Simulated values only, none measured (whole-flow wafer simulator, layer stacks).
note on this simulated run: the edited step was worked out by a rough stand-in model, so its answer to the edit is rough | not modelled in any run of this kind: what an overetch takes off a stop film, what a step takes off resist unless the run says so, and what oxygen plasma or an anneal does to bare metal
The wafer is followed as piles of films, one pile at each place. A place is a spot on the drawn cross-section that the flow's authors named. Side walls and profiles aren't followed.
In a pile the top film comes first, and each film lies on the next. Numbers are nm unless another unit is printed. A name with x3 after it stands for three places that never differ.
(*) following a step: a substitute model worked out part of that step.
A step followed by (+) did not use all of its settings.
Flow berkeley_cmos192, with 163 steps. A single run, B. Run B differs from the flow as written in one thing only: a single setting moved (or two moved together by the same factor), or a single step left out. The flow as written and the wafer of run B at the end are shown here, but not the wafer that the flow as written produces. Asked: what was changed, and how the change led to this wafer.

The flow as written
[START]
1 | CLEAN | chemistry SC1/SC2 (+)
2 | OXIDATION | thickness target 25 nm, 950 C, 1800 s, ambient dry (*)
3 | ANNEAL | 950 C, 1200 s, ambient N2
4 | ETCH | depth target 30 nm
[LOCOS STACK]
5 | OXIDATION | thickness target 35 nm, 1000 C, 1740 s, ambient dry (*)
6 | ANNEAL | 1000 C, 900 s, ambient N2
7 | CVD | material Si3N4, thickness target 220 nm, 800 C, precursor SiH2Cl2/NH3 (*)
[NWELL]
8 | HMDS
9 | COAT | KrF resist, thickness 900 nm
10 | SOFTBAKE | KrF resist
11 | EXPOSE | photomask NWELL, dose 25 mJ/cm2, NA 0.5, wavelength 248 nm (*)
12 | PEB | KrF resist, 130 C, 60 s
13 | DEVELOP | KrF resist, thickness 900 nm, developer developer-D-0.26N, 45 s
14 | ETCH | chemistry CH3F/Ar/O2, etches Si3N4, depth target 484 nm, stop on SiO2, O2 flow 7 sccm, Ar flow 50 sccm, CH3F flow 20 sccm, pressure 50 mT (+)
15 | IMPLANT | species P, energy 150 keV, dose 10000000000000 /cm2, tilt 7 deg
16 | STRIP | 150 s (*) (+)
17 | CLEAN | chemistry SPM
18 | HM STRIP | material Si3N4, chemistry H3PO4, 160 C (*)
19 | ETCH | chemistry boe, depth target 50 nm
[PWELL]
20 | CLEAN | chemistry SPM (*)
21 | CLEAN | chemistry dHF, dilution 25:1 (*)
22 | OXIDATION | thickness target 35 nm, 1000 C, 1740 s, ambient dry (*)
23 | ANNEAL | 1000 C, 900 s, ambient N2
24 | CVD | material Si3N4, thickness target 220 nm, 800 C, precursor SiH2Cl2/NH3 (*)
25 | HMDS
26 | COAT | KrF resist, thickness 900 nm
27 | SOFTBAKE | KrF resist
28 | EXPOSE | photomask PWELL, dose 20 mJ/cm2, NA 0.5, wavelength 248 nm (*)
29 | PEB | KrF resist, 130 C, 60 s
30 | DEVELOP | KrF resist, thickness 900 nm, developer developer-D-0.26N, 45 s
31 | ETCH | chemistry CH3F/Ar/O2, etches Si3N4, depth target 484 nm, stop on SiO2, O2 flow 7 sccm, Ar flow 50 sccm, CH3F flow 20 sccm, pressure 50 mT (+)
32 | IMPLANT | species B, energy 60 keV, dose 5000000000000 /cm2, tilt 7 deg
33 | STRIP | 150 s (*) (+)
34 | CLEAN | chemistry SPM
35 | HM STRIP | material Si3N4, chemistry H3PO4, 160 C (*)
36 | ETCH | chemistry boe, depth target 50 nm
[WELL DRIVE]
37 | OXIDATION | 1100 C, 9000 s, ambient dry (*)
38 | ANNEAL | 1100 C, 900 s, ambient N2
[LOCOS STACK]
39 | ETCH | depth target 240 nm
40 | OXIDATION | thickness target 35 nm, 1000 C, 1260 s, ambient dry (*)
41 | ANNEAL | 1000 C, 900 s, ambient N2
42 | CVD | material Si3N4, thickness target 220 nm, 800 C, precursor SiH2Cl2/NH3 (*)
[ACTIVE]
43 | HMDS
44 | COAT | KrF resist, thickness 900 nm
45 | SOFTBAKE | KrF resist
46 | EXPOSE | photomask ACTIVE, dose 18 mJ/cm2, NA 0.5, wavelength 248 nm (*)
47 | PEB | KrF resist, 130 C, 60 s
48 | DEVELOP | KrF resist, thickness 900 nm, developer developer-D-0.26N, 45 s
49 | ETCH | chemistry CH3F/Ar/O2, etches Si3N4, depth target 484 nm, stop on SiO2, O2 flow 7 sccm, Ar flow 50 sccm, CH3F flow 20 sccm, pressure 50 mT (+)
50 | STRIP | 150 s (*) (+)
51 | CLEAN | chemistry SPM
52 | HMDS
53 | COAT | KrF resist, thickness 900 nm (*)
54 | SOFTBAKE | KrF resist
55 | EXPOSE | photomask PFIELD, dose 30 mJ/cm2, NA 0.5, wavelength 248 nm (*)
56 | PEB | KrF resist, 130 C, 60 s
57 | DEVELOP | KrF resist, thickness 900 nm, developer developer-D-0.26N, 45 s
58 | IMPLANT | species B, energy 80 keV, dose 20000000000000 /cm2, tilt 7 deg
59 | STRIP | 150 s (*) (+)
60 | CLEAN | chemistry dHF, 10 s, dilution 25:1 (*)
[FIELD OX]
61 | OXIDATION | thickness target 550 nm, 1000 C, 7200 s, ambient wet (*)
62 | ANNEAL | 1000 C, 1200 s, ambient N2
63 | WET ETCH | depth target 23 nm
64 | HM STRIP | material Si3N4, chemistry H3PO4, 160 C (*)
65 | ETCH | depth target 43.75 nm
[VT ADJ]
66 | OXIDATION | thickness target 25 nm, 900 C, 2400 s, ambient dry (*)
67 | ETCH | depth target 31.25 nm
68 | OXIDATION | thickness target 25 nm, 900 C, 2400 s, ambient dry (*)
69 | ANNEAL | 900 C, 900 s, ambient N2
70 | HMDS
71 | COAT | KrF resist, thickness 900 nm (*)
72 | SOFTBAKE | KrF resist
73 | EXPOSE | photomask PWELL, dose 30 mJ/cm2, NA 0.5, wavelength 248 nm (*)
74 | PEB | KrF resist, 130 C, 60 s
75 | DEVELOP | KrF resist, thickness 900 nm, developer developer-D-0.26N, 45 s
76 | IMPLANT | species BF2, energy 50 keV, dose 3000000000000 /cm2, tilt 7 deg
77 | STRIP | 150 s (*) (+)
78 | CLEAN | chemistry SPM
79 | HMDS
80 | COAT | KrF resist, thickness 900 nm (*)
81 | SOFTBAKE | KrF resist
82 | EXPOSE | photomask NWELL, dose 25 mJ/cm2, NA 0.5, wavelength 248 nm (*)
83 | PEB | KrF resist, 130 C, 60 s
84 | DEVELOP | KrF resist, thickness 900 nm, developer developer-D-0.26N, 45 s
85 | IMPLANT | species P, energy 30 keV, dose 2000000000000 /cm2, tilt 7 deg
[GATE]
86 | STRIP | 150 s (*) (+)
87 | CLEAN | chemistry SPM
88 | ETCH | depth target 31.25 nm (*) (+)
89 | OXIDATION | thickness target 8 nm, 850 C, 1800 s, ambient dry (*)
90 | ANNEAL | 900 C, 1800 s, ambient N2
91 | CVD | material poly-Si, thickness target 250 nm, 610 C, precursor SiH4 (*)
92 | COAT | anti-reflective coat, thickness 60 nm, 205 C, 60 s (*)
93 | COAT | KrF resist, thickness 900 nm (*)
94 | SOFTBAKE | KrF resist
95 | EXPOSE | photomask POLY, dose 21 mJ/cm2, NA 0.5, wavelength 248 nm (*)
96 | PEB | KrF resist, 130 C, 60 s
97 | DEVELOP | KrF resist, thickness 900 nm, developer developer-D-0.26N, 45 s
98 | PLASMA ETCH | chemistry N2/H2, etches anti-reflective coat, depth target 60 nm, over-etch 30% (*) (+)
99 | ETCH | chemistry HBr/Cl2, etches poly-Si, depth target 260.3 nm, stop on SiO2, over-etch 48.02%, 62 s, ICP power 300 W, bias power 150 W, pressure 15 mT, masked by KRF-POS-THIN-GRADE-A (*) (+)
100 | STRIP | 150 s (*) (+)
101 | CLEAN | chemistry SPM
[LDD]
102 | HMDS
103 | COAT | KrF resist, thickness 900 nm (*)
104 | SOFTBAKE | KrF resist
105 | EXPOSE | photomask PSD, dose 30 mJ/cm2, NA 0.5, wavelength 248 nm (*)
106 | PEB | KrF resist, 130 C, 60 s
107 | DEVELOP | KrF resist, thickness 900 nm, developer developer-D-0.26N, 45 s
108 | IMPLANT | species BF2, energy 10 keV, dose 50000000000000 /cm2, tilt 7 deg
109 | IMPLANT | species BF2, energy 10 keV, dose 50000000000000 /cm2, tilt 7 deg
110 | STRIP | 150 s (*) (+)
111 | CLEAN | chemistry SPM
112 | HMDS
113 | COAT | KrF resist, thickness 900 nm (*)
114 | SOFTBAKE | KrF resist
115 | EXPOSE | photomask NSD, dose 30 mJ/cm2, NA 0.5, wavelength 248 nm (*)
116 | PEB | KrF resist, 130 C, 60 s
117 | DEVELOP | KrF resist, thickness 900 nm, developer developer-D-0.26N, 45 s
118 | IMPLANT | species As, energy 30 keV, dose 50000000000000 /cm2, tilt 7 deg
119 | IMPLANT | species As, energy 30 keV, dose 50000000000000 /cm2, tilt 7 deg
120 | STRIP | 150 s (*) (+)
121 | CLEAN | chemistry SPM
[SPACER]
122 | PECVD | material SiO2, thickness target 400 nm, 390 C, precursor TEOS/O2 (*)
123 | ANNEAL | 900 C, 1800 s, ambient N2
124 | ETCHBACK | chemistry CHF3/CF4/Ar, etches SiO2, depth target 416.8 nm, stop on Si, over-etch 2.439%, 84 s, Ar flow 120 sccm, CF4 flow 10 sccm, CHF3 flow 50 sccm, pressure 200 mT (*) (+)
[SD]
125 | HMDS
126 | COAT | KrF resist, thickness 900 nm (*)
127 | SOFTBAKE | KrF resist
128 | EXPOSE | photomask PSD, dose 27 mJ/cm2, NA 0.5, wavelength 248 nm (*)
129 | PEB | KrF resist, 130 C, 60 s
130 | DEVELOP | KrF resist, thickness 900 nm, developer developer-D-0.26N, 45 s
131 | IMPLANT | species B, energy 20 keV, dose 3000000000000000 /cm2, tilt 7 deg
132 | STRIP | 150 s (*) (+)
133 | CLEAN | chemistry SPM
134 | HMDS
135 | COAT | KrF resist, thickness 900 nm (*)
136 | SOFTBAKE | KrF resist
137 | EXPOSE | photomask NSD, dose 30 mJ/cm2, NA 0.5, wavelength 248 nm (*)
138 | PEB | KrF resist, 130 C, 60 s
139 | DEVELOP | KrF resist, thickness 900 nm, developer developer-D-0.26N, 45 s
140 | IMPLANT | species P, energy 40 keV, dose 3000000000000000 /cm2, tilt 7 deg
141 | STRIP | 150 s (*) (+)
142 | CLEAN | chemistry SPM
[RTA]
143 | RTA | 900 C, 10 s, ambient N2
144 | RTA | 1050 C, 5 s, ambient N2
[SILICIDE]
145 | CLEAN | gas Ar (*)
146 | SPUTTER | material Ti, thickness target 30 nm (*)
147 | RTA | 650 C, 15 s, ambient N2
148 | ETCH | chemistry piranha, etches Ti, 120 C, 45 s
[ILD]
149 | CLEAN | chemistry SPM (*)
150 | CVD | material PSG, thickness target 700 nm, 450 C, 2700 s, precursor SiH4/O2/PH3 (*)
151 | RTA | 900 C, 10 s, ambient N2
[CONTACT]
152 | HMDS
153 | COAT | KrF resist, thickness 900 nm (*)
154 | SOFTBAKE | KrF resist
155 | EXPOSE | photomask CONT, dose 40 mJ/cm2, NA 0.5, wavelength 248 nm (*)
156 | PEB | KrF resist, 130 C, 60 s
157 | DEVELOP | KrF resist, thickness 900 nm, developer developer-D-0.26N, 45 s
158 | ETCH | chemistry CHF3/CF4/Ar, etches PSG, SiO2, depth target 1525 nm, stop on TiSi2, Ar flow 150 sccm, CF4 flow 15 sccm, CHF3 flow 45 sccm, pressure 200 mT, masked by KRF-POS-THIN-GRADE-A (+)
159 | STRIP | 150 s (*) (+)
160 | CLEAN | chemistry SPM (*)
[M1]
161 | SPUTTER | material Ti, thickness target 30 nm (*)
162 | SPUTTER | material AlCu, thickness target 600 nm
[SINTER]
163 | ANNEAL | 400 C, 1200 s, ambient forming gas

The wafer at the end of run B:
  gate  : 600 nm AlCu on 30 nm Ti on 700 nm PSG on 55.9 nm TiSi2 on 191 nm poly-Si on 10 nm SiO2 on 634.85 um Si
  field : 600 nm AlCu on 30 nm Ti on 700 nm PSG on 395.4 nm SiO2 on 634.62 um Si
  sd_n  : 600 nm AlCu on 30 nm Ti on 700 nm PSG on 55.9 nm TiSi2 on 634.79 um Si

The reason: step 89, OXIDATION: 2880 s was run, though the flow has 1800 s.

Step by step, how the change led to this:
  89 | OXIDATION | thickness target 8 nm, 850 C, 1800 s, ambient dry (*)
      sd_n, spacer_n, gate, sd_p, spacer_p, gate_p, contact, m1: SiO2 gains 10 (new film), Si loses 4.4 (as written it would have been: SiO2 gains 7.48 (new film), Si loses 3.29)
